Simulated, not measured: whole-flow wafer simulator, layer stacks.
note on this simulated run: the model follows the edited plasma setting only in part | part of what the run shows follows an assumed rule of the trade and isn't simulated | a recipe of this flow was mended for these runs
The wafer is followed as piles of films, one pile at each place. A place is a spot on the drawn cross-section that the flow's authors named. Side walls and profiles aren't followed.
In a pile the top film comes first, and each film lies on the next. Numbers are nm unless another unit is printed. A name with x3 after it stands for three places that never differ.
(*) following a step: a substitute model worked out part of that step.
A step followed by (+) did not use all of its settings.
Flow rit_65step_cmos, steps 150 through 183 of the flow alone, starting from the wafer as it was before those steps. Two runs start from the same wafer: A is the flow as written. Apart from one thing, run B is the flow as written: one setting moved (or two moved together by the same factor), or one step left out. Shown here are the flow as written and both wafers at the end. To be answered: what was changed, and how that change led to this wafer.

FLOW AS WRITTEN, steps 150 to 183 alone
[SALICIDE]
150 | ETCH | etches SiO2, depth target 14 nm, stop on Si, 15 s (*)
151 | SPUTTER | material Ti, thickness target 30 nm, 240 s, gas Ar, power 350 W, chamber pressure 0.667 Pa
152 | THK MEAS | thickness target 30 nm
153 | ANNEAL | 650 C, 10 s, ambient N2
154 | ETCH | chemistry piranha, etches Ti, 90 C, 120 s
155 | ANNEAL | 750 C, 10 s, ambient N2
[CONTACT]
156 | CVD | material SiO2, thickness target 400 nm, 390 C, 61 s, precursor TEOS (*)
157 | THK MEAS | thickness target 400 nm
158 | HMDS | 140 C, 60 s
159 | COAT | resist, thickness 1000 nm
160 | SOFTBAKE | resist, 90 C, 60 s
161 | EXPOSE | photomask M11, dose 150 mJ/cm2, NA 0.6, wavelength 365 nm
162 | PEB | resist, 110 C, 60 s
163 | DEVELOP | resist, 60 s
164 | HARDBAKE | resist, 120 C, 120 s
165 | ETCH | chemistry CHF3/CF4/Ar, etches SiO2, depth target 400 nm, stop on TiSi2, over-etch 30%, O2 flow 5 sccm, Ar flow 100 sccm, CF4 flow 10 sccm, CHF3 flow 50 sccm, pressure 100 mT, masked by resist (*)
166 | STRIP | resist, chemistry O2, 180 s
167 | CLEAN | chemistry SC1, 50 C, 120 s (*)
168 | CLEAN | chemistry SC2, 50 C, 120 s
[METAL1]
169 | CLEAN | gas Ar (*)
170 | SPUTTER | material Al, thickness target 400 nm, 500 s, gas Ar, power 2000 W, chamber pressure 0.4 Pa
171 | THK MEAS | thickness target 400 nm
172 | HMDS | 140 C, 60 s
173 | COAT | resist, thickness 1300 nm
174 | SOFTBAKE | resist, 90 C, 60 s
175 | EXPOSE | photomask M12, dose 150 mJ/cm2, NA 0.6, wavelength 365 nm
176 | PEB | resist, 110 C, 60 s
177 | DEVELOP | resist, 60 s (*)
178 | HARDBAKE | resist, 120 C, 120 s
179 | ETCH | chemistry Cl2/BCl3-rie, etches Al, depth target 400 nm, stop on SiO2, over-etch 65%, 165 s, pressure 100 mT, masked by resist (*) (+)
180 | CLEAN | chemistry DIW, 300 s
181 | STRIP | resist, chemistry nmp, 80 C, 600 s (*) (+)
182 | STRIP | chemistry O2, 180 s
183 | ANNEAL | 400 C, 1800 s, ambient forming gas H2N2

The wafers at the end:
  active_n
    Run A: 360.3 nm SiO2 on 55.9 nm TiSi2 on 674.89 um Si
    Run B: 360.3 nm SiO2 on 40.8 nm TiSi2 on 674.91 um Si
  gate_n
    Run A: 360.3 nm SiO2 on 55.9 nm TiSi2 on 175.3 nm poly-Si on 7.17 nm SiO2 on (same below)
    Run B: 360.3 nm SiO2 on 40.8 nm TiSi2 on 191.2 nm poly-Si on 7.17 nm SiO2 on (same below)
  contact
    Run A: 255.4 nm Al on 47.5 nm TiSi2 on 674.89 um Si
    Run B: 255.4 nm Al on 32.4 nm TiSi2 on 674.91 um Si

The reason: step 151, SPUTTER: power 245 W was run, while the flow as written has power 350 W.

Step by step, how the change led to this:
  151 | SPUTTER | material Ti, thickness target 30 nm, 240 s, gas Ar, power 350 W, chamber pressure 0.667 Pa
      field, field_pw, field_nw and 11 more: A +30 Ti (new film) | B +21 Ti (new film)
  153 | ANNEAL | 650 C, 10 s, ambient N2
      active_n, active_p, sd_n, sd_p, contact, m1: A -23.4 Ti, +15 TiSi first (new film), +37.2 TiSi2 C49 (new film), -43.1 Si | B -16.4 Ti, +41.7 TiSi2 C49 (new film), -37.2 Si
      gate_n, gate_p: A -23.4 Ti, +15 TiSi first (new film), +37.2 TiSi2 C49 (new film), -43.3 poly-Si | B -16.4 Ti, +41.7 TiSi2 C49 (new film), -37.3 poly-Si
  154 | ETCH | chemistry piranha, etches Ti, 90 C, 120 s
      active_n, active_p, gate_n, gate_p, sd_n, sd_p, contact, m1: A -6.6 Ti (all of it), -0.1 TiSi first | B -4.62 Ti (all of it), -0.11 TiSi2 C49
      field, field_pw, field_nw, field_p, spacer, spacer_p: A -30 Ti (all of it) | B -21 Ti (all of it)
  155 | ANNEAL | 750 C, 10 s, ambient N2
      active_n, active_p, sd_n, sd_p, contact, m1: A +55.9 TiSi2 (new film), -14.9 TiSi first (all of it), -37.2 TiSi2 C49 (all of it), -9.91 Si | B +40.8 TiSi2 (new film), -41.6 TiSi2 C49 (all of it)
      gate_n, gate_p: A +55.9 TiSi2 (new film), -14.9 TiSi first (all of it), -37.2 TiSi2 C49 (all of it), -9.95 poly-Si | B +40.8 TiSi2 (new film), -41.6 TiSi2 C49 (all of it)
